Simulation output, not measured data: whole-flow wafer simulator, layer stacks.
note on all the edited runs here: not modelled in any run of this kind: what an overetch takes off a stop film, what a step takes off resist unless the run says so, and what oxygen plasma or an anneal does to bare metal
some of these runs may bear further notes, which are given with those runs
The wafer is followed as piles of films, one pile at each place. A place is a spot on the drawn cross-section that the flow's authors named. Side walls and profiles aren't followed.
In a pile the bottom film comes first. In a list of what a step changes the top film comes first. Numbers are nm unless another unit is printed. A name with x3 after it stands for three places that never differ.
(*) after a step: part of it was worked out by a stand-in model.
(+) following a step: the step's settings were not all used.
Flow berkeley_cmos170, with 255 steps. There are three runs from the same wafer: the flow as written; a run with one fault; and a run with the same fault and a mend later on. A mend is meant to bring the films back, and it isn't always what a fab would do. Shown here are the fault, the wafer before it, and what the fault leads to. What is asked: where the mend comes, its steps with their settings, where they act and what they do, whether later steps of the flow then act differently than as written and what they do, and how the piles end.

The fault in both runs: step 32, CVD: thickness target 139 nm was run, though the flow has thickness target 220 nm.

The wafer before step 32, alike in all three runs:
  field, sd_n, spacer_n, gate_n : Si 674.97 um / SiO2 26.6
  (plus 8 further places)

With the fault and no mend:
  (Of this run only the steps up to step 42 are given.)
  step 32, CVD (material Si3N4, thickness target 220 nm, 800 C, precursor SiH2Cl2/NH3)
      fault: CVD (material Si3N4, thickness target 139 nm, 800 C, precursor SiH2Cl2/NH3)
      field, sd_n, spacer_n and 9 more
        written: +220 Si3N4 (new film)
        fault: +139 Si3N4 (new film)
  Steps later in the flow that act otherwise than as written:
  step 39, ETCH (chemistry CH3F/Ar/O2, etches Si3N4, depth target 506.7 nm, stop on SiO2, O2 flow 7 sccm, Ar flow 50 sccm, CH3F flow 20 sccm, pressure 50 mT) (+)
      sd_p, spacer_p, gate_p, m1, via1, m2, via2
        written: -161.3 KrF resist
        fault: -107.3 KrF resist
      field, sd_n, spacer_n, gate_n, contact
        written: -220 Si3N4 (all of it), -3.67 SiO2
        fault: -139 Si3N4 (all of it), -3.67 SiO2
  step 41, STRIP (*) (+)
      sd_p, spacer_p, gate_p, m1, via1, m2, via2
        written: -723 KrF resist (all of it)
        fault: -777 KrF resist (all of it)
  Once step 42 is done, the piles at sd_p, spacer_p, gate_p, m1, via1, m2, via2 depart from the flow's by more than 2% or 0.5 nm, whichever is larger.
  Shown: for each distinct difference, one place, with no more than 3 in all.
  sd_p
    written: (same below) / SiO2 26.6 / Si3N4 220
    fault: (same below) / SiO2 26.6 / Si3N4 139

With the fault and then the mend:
  The mend follows step 38.
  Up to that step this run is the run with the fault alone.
  step 38a, STRIP (*) (+)
      sd_p, spacer_p, gate_p, m1, via1, m2, via2
        -884.4 KrF resist (all of it)
  step 38b, CLEAN (chemistry SPM) (a further turn of the flow's step 25)
      alters no film at any place that is followed
  step 38c, CVD (material Si3N4, thickness target 81 nm, 800 C, precursor SiH2Cl2/NH3) (a further turn of the flow's step 32, with different settings)
      field, sd_n, spacer_n and 9 more
        +81 Si3N4
  step 38d, HMDS (a further turn of the flow's step 33)
      alters no film at any place that is followed
  step 38e, COAT (KrF resist, thickness 900 nm) (a further turn of the flow's step 34)
      field, sd_n, spacer_n and 9 more
        +900 KrF resist (new film)
  step 38f, SOFTBAKE (KrF resist) (a further turn of the flow's step 35)
      alters no film at any place that is followed
  step 38g, EXPOSE (photomask PWELL, dose 19 mJ/cm2, NA 0.5, wavelength 248 nm) (*) (a further turn of the flow's step 36)
      alters no film at any place that is followed
  step 38h, PEB (KrF resist, 130 C) (a further turn of the flow's step 37)
      field, sd_n, spacer_n and 9 more
        -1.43 KrF resist
  step 38i, DEVELOP (KrF resist, thickness 900 nm, developer developer-D-0.26N) (a further turn of the flow's step 38)
      sd_p, spacer_p, gate_p, m1, via1, m2, via2
        -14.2 KrF resist
      field, sd_n, spacer_n, gate_n, contact
        -898.6 KrF resist (all of it)
  Every later step of the flow that is run acts as written at every place that is followed.
  At every place that both follow, the piles at the end match the flow's.
